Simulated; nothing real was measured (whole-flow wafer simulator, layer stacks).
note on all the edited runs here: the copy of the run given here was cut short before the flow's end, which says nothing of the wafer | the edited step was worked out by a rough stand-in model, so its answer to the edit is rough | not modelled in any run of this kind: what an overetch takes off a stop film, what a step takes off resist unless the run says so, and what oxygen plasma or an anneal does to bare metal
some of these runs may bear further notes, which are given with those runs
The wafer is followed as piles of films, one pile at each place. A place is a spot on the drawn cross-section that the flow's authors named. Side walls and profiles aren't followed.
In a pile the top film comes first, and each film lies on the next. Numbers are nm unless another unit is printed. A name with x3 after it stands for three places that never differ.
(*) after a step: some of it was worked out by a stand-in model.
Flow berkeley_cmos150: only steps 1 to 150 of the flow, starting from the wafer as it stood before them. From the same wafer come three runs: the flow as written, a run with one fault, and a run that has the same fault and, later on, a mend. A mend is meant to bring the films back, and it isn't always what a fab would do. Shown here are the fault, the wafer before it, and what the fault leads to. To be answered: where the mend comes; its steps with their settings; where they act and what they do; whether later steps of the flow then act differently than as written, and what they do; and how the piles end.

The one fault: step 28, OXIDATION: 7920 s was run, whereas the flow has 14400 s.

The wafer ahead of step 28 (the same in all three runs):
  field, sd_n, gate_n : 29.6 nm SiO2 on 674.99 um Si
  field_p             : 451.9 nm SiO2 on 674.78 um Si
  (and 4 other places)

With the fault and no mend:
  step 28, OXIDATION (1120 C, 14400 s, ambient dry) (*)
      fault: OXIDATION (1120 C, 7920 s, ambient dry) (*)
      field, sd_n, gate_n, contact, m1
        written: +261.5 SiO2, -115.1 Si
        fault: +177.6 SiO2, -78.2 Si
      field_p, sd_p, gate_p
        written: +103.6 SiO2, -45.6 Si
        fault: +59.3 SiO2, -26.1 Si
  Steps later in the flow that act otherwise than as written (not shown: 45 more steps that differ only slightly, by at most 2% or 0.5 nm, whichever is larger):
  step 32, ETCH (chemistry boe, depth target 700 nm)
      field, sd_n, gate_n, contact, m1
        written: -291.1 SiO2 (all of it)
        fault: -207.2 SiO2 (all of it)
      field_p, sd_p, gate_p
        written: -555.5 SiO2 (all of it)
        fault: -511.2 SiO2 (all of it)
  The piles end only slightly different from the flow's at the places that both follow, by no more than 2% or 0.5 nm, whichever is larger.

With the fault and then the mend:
  After step 28 comes the mend.
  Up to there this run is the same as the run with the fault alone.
  step 28a, OXIDATION (1120 C, 6480 s, ambient dry) (*) (the flow's step 28 again, with other settings)
      field, sd_n, gate_n, contact, m1
        +83.9 SiO2, -36.9 Si
      field_p, sd_p, gate_p
        +44.3 SiO2, -19.5 Si
  None of the later steps of the flow acts differently than as written at any place that is followed.
  At every place that both follow, the piles at the end match the flow's.
